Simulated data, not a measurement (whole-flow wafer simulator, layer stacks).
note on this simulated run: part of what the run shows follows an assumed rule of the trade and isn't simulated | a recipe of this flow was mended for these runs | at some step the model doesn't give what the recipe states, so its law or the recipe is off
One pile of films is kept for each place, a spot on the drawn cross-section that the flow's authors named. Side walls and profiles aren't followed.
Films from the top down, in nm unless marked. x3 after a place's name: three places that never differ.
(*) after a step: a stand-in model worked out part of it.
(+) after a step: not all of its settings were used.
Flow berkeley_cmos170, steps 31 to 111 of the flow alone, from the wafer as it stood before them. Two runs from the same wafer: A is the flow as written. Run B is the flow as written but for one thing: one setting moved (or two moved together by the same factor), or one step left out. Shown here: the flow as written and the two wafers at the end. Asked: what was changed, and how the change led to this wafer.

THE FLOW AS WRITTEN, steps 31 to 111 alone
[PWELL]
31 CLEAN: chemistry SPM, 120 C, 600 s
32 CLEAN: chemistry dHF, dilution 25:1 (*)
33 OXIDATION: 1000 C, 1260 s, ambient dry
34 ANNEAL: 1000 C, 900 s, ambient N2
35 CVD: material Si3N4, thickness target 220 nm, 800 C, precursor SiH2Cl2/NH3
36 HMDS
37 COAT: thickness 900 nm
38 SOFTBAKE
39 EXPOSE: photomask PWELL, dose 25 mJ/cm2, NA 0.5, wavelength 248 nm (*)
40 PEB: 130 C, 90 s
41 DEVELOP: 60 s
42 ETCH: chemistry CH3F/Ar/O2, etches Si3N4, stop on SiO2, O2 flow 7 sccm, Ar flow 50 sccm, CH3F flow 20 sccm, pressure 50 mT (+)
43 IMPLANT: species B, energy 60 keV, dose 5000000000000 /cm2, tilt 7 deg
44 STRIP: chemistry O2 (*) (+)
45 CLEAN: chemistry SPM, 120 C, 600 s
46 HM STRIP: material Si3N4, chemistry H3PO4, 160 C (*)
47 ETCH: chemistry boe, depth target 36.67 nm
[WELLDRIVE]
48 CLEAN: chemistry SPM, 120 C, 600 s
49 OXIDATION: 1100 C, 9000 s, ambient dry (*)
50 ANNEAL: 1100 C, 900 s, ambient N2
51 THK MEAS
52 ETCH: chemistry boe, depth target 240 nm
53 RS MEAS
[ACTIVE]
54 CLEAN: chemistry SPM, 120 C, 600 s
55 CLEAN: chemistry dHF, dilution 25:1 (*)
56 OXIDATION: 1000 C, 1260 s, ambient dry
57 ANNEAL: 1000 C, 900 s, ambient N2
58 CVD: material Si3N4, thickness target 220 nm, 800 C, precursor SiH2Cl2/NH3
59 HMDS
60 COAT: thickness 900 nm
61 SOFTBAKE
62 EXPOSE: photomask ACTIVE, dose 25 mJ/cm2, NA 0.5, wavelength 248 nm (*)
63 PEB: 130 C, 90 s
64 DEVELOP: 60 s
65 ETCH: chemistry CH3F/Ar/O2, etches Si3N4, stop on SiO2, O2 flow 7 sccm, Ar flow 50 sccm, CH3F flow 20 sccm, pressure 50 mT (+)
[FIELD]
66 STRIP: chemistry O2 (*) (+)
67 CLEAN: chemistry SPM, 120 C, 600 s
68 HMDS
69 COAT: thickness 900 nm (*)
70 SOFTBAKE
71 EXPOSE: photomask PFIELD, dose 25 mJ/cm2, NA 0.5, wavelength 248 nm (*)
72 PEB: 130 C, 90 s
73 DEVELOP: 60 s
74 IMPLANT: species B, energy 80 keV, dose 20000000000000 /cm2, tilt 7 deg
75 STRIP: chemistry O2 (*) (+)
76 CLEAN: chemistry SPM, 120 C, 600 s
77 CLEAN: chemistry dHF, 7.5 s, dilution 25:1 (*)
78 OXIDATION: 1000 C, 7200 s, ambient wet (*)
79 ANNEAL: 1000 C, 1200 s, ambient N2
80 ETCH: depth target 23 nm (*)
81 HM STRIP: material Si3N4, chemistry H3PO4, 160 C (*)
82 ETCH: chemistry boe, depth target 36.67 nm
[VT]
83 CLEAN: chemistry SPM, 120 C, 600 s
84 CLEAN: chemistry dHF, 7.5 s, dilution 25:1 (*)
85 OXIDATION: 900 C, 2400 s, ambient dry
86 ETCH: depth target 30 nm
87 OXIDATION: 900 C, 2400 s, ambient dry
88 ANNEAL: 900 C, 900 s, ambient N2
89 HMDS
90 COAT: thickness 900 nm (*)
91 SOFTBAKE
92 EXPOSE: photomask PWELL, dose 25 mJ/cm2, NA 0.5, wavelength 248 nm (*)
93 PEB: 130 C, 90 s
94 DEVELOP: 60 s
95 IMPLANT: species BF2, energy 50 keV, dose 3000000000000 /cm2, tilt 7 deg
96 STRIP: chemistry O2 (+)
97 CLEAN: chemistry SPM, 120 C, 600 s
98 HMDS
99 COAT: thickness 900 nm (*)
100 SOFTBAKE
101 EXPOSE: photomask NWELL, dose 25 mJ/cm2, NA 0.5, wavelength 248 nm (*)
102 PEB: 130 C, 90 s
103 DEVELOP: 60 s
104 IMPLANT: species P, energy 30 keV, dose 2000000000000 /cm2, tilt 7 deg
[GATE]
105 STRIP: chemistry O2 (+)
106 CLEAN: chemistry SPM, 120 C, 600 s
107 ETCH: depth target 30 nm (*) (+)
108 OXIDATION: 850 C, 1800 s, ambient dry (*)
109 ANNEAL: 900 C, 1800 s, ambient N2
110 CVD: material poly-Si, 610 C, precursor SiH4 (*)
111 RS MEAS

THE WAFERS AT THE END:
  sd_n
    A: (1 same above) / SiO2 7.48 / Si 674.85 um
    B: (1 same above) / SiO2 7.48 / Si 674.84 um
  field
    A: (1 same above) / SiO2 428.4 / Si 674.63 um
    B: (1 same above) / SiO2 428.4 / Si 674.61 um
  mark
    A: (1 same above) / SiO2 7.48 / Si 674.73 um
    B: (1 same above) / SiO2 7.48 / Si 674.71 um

The cause: step 33, OXIDATION: 1188 C was run, where the flow has 1000 C.

How the change led to this, step by step:
  33 OXIDATION: 1000 C, 1260 s, ambient dry
      field, mark, sd_n and 10 more: A SiO2 +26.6 (new film), Si -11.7 | B SiO2 +95.7 (new film), Si -42.1
  47 ETCH: chemistry boe, depth target 36.67 nm
      field, mark, sd_n and 7 more: A SiO2 -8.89 (all of it) | B SiO2 -36.7
      sd_p, spacer_p, gate_p: A SiO2 -19.7 (all of it) | B SiO2 -36.7
  48 CLEAN: chemistry SPM, 120 C, 600 s
      field, mark, sd_n and 10 more: A chemical SiO2 +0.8 (new film), Si -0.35 | B nothing
  49 OXIDATION: 1100 C, 9000 s, ambient dry (*)
      field, mark, sd_n and 7 more: A SiO2 +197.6 (new film), chemical SiO2 -0.8 (all of it), Si -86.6 | B SiO2 +165.2, Si -72.7
      sd_p, spacer_p, gate_p: A SiO2 +197.6 (new film), chemical SiO2 -0.8 (all of it), Si -86.6 | B SiO2 +158.5, Si -69.8
  52 ETCH: chemistry boe, depth target 240 nm
      field, mark, sd_n and 7 more: A SiO2 -197.6 (all of it) | B SiO2 -206.5 (all of it)
      sd_p, spacer_p, gate_p: A SiO2 -197.6 (all of it) | B SiO2 -210.7 (all of it)
